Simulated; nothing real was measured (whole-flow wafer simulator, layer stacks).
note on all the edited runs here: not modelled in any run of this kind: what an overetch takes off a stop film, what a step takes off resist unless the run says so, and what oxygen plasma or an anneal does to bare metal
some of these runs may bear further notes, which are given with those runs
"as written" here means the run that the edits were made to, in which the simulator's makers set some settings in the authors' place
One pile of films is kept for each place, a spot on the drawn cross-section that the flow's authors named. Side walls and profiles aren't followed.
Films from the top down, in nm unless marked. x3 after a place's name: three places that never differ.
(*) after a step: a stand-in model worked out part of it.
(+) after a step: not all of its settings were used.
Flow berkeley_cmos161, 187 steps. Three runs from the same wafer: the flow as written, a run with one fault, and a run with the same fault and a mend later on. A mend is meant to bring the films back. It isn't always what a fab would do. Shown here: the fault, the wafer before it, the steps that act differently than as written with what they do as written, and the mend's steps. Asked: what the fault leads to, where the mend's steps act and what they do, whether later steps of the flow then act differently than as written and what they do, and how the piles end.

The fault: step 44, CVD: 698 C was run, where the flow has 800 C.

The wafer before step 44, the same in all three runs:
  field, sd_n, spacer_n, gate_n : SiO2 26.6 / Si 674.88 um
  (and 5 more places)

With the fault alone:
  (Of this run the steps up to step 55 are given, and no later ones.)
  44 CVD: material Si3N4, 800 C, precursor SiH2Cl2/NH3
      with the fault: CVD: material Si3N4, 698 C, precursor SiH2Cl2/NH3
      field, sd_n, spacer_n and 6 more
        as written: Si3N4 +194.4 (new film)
        with the fault: Si3N4 +37.5 (new film)
  Later steps of the flow that act differently than as written:
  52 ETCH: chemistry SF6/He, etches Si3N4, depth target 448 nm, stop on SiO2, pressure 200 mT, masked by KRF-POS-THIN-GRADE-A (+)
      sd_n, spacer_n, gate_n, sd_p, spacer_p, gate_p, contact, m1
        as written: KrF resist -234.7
        with the fault: KrF resist -64.1
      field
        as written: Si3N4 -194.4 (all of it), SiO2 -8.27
        with the fault: Si3N4 -37.5 (all of it), SiO2 -8.27
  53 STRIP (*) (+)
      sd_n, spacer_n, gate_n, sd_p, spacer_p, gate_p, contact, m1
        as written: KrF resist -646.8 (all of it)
        with the fault: KrF resist -817.3 (all of it)
  After step 55 the piles differ from the flow's by more than 2% or 0.5 nm, whichever is larger, at sd_n, spacer_n, gate_n, sd_p, spacer_p, gate_p, contact, m1.
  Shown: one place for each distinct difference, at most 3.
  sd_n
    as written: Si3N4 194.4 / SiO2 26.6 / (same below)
    with the fault: Si3N4 37.5 / SiO2 26.6 / (same below)

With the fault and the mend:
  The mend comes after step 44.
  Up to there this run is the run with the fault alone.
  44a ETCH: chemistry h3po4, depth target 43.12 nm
      field, sd_n, spacer_n and 6 more
        Si3N4 -37.5 (all of it)
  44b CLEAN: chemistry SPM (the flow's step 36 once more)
      changes no film at any place that is followed
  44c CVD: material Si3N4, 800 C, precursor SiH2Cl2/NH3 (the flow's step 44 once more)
      field, sd_n, spacer_n and 6 more
        Si3N4 +194.4 (new film)
  No later step of the flow acts differently than as written at any place that is followed.
  At the end the piles are the same as the flow's at every place that both follow.
